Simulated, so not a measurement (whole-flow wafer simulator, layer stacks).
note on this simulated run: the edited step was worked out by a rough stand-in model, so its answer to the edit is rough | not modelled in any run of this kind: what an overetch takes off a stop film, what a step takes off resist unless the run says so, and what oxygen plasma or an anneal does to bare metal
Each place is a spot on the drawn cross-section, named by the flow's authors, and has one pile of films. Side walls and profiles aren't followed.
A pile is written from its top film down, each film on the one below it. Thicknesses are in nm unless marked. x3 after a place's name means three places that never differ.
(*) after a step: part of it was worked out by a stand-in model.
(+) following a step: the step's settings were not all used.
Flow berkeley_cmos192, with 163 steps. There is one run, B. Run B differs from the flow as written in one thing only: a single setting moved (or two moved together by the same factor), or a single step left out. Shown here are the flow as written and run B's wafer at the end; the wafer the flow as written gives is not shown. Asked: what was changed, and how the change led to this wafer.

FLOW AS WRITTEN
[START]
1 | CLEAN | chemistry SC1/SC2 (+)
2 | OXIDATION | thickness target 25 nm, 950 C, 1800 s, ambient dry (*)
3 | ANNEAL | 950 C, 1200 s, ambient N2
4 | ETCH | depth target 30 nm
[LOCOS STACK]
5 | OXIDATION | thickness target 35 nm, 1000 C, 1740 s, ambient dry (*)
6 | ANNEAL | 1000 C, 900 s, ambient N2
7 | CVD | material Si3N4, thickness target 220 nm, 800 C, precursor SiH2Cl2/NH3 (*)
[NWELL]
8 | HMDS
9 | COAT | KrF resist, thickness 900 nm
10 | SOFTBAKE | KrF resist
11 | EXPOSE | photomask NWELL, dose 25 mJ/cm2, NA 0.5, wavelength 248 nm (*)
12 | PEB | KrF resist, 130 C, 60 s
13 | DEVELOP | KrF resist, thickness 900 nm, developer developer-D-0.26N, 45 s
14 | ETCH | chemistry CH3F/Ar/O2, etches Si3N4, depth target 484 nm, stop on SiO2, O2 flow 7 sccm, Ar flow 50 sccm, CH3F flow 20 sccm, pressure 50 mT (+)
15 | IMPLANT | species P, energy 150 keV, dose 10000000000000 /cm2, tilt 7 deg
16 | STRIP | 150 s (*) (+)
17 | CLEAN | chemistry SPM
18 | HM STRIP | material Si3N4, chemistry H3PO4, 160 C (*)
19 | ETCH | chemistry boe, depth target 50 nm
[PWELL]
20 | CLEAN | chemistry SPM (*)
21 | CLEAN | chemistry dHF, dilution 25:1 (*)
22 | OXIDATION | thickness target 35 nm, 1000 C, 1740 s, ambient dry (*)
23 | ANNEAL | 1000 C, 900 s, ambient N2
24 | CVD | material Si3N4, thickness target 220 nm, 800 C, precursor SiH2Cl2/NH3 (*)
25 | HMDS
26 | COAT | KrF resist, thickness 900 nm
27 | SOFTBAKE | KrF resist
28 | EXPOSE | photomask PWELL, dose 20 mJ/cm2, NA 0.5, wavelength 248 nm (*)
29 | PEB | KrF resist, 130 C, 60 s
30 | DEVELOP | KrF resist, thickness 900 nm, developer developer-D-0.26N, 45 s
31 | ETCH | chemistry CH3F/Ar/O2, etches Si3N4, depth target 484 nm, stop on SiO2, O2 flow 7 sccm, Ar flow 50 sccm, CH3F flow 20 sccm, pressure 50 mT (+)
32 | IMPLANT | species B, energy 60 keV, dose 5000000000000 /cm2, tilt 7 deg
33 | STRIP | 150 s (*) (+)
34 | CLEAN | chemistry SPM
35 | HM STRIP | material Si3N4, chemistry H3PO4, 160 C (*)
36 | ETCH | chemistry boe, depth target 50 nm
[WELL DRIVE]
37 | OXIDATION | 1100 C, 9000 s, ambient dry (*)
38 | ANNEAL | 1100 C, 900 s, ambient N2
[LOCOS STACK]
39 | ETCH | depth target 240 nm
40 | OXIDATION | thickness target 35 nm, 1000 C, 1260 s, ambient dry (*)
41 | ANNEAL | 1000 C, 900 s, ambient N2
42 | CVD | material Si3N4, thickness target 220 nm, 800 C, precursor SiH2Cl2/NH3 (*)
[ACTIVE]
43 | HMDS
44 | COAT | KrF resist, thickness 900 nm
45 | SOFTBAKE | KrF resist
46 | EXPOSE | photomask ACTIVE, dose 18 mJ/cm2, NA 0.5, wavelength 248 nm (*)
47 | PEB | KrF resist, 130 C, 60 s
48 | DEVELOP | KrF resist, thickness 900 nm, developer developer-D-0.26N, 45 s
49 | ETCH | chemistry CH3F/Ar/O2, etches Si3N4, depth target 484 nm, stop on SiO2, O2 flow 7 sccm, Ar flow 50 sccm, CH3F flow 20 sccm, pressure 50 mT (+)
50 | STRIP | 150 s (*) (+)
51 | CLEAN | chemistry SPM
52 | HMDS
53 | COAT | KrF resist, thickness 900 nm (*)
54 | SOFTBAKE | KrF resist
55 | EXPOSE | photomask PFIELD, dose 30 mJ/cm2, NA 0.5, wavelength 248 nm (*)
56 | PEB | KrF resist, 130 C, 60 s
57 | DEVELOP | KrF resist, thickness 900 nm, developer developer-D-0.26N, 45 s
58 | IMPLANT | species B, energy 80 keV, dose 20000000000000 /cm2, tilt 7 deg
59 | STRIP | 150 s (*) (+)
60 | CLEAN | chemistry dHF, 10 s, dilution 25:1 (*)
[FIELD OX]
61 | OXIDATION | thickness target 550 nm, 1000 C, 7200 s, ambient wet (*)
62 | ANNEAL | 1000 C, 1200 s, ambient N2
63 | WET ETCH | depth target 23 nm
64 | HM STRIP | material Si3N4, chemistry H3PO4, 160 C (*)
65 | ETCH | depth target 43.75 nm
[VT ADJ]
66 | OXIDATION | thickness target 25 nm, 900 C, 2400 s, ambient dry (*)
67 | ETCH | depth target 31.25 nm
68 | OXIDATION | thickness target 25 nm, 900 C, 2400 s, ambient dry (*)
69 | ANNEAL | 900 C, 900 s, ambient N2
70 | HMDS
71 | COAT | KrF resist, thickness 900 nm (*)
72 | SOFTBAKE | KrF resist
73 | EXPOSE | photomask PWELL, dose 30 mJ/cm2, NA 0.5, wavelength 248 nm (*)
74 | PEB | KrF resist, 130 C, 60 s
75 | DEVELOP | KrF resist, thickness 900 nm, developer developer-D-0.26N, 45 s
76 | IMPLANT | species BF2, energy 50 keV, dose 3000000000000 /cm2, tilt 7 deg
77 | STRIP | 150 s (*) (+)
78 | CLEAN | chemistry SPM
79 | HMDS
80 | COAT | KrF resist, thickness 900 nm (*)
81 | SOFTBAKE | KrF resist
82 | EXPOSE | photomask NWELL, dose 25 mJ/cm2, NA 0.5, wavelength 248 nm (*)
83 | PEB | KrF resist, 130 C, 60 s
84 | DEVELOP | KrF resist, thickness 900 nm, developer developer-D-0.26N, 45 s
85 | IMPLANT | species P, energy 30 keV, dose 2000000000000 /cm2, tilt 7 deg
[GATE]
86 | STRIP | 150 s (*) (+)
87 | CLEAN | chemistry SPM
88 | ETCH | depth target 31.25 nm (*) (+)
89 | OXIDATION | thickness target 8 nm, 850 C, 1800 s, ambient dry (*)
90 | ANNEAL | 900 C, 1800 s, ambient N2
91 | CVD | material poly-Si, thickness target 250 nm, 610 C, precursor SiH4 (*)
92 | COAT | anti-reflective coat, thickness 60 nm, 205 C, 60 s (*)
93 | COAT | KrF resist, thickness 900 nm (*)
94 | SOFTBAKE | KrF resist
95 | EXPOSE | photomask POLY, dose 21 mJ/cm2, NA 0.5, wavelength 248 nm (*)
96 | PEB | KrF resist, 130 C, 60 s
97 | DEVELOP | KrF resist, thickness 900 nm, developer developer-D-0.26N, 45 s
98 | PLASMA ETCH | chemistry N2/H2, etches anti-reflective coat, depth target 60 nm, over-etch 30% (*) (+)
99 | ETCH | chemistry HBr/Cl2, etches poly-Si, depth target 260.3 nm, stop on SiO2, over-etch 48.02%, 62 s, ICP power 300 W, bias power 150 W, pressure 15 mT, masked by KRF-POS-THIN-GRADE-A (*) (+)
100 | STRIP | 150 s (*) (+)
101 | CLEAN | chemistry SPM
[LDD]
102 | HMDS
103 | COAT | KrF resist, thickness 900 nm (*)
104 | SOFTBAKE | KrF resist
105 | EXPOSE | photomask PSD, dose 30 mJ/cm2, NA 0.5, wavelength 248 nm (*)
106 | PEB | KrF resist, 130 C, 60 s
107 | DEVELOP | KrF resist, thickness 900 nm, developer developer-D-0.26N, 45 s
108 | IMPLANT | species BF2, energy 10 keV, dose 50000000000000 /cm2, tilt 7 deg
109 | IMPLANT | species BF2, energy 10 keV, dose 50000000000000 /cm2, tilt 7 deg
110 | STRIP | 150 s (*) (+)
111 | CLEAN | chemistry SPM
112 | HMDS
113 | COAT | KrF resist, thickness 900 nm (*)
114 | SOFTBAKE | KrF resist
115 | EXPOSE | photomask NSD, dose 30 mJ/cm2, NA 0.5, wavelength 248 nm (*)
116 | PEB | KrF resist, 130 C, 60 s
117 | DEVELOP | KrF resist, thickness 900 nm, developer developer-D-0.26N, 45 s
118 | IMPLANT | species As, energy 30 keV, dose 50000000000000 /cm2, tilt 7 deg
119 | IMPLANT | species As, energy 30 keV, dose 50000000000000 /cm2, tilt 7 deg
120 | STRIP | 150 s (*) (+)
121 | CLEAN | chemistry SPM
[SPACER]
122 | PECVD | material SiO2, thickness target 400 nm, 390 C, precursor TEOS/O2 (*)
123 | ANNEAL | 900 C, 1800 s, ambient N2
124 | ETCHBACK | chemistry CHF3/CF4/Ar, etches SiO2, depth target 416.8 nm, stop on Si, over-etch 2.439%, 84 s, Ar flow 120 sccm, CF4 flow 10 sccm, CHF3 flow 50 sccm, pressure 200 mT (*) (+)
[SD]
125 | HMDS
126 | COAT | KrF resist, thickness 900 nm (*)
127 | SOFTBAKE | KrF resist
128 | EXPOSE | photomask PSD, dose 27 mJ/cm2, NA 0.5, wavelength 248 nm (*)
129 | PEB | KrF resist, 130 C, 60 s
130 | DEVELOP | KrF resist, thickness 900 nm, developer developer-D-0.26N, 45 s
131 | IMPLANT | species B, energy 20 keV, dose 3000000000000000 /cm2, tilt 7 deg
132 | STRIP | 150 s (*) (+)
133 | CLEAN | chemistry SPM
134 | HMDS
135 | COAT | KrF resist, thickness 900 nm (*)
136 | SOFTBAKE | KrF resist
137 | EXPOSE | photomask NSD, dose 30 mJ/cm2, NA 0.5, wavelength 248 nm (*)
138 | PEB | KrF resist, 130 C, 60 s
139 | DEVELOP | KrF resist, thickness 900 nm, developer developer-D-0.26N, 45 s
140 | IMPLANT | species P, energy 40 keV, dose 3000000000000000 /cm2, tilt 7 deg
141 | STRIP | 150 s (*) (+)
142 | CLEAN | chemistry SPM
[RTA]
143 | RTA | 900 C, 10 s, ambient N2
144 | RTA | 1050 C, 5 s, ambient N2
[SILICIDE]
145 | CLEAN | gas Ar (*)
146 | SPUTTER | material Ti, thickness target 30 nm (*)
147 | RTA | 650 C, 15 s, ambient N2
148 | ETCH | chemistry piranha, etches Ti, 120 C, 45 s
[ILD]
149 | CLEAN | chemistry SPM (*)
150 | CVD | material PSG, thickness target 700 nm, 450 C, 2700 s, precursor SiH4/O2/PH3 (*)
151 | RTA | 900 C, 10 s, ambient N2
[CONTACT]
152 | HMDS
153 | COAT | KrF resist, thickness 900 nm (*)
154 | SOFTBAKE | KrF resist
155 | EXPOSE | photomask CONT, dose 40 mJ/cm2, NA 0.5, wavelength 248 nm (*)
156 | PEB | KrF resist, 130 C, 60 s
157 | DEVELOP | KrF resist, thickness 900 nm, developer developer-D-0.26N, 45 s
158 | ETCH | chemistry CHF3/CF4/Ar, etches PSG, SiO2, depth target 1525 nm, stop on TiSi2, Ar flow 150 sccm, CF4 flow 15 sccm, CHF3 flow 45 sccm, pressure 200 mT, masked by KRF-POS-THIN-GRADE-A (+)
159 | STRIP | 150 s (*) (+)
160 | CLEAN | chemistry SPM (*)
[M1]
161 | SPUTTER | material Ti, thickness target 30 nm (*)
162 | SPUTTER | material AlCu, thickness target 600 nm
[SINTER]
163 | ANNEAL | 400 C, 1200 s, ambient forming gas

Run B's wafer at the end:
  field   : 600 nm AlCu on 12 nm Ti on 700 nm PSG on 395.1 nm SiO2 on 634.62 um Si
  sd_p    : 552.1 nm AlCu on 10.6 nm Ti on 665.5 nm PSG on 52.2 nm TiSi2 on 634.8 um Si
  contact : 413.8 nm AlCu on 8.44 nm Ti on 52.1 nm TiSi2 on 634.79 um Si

The reason: step 161, SPUTTER: thickness target 12 nm was run, while the flow as written has thickness target 30 nm.
The wafer itself shows it: field has Ti 12, and step 161 as written asks for 30 nm.

Step by step, how the change led to this:
  161 | SPUTTER | material Ti, thickness target 30 nm (*)
      field, sd_n, spacer_n, gate, spacer_p, gate_p, m1: Ti gains 12 (new film) (it would be, as written: Ti gains 30 (new film))
      sd_p: Ti gains 10.6 (new film) (it would be, as written: Ti gains 26.6 (new film))
      (also at 1 further place)
